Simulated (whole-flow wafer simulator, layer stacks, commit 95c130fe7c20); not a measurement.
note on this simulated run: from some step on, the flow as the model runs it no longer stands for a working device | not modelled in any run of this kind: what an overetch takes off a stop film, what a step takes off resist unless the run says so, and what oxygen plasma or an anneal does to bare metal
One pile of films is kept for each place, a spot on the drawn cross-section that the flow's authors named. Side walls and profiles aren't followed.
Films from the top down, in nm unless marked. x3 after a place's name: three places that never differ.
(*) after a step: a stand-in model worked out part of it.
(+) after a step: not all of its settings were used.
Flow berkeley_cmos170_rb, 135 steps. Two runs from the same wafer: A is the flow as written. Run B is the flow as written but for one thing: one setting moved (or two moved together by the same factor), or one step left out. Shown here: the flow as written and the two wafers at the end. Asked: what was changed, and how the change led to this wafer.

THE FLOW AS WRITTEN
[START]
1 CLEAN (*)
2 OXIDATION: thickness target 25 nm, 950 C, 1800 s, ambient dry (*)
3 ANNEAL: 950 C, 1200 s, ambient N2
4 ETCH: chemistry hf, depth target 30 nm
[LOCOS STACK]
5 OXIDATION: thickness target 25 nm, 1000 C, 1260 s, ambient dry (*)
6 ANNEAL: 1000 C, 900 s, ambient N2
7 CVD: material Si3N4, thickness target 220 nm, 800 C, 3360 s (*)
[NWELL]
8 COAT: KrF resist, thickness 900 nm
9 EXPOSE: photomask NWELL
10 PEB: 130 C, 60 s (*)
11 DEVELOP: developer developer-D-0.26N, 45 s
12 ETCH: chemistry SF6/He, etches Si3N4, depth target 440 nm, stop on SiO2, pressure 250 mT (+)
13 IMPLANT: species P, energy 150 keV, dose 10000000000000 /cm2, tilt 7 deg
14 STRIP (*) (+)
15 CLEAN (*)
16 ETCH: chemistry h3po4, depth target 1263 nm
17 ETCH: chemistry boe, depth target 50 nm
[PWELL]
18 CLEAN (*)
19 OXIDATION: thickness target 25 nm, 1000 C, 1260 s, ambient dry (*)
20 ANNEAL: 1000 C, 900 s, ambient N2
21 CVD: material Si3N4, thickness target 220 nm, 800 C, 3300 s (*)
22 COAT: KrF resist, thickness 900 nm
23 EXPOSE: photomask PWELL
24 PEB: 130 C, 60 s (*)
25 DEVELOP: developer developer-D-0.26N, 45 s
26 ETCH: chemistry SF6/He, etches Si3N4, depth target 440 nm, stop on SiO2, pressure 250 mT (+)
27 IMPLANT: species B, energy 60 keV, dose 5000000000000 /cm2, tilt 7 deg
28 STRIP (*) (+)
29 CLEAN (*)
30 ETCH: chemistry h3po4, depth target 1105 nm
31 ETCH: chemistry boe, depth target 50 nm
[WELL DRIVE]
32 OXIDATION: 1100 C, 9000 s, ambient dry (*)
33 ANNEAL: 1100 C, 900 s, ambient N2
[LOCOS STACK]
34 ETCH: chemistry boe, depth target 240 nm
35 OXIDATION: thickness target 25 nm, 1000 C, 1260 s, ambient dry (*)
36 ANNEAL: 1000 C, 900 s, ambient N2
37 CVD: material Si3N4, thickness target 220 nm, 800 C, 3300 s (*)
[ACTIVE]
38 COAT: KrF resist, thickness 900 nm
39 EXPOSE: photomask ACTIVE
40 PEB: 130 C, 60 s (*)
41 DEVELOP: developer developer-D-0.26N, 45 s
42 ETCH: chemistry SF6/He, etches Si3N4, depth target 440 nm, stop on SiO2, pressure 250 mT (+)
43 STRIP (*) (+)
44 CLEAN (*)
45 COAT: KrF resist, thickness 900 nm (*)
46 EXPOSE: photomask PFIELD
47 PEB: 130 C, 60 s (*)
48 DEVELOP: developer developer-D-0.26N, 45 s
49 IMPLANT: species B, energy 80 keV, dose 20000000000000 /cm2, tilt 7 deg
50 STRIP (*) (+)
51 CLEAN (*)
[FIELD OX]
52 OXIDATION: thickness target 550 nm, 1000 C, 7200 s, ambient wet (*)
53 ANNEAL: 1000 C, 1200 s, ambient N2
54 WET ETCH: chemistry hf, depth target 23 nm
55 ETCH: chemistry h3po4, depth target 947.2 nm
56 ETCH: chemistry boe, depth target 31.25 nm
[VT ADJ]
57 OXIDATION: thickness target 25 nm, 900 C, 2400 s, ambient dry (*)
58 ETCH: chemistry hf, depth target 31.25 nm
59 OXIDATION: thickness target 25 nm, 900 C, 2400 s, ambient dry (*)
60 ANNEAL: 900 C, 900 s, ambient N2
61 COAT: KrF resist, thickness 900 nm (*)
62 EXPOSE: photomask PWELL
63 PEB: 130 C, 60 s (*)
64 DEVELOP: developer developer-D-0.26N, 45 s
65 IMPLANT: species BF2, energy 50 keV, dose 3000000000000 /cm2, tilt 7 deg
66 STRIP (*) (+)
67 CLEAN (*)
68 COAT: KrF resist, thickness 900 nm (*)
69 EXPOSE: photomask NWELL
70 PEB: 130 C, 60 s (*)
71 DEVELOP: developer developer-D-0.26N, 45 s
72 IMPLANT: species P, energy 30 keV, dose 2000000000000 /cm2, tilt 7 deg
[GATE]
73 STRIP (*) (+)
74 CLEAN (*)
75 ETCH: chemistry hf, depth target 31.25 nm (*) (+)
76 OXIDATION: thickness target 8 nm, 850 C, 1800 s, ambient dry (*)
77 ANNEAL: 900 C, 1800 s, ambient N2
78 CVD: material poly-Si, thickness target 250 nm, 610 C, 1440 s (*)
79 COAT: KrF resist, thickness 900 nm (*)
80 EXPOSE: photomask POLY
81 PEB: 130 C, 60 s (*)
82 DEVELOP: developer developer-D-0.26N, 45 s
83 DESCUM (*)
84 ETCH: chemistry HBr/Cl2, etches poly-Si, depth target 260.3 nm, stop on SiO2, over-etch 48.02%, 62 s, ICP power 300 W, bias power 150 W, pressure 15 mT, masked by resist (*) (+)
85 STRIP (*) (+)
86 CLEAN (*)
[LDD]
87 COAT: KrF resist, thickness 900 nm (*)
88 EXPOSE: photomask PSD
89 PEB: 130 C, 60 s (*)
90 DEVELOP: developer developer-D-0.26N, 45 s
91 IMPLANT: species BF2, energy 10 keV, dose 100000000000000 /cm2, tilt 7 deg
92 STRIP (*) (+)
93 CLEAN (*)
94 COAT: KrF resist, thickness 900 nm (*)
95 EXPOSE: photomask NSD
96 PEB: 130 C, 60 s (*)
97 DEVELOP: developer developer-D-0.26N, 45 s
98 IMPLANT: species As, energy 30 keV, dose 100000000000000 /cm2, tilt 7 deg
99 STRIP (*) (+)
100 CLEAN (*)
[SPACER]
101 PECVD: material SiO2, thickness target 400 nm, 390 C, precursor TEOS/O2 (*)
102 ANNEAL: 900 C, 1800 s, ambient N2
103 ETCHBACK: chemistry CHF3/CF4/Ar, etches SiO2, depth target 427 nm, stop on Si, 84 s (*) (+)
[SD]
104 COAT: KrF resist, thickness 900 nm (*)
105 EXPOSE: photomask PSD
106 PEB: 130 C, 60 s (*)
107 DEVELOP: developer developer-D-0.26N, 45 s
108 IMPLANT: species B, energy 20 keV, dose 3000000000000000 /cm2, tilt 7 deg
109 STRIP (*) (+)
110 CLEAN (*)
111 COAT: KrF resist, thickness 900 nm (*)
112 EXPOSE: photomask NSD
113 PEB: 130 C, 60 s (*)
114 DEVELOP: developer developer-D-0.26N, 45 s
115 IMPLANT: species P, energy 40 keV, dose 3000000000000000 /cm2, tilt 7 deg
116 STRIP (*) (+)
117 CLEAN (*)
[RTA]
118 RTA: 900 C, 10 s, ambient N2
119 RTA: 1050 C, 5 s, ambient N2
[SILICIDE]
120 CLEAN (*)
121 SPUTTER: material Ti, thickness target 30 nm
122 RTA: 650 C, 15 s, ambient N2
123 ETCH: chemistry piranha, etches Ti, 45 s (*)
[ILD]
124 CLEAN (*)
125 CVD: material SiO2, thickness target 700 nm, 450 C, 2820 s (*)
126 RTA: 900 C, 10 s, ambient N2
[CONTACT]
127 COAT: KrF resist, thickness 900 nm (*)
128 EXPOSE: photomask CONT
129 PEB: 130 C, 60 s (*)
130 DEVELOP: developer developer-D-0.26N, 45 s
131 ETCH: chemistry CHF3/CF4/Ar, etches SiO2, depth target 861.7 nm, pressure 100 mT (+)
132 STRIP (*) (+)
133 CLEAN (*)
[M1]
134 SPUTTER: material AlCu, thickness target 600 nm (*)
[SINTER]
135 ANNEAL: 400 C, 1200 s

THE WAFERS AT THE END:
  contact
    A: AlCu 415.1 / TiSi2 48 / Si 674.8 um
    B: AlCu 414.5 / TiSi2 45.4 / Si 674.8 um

The cause: step 131, ETCH: depth target 913.4 nm was run, where the flow has depth target 861.7 nm.

How the change led to this, step by step:
  131 ETCH: chemistry CHF3/CF4/Ar, etches SiO2, depth target 861.7 nm, pressure 100 mT (+)
      field, sd_n, spacer_n, gate, sd_p, spacer_p, gate_p, m1: A KrF resist -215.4 | B KrF resist -228.3
      contact: A SiO2 -700 (all of it), TiSi2 -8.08 | B SiO2 -700 (all of it), TiSi2 -10.7
  132 STRIP (*) (+)
      field: A KrF resist -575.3 (all of it) | B KrF resist -562.4 (all of it)
      spacer_n: A KrF resist -590.2 (all of it) | B KrF resist -577.3 (all of it)
      (and at 3 more places)
